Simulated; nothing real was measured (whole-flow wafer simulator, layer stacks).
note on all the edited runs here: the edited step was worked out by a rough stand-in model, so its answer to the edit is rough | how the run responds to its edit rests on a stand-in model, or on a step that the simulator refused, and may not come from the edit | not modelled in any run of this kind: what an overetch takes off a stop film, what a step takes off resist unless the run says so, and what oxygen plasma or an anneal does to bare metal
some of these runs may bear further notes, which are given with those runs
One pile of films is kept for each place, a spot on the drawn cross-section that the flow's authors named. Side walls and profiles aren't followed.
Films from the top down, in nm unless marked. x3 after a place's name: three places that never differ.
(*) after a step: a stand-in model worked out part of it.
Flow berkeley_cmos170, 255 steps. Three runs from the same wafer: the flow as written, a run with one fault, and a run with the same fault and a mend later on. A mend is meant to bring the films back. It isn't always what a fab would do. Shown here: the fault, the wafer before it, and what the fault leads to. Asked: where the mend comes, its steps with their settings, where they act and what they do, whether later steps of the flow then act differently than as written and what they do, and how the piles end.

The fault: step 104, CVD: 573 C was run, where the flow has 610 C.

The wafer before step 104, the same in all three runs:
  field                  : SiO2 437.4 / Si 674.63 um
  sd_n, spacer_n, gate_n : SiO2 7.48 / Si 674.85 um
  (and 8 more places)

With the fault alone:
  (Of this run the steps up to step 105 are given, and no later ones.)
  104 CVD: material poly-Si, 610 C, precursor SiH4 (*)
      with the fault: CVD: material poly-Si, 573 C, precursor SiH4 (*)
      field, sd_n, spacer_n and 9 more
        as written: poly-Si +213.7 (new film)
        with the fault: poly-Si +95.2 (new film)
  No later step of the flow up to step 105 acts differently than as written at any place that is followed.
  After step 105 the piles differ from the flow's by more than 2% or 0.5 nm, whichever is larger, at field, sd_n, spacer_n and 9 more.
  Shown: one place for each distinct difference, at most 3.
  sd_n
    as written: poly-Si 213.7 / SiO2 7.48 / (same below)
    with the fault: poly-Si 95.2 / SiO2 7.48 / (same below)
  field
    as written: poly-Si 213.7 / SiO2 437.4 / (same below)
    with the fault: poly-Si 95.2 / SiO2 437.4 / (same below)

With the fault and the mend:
  The mend comes after step 105.
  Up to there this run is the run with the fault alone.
  105a CVD: material poly-Si, 610 C, precursor SiH4 (*) (the flow's step 104 once more, with other settings that aren't printed)
      field, sd_n, spacer_n and 9 more
        poly-Si +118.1
  No later step of the flow acts differently than as written, at any place that is followed, by more than 2% or 0.5 nm, whichever is larger.
  At the end the piles differ from the flow's only slightly at the places that both follow, by at most 2% or 0.5 nm, whichever is larger.
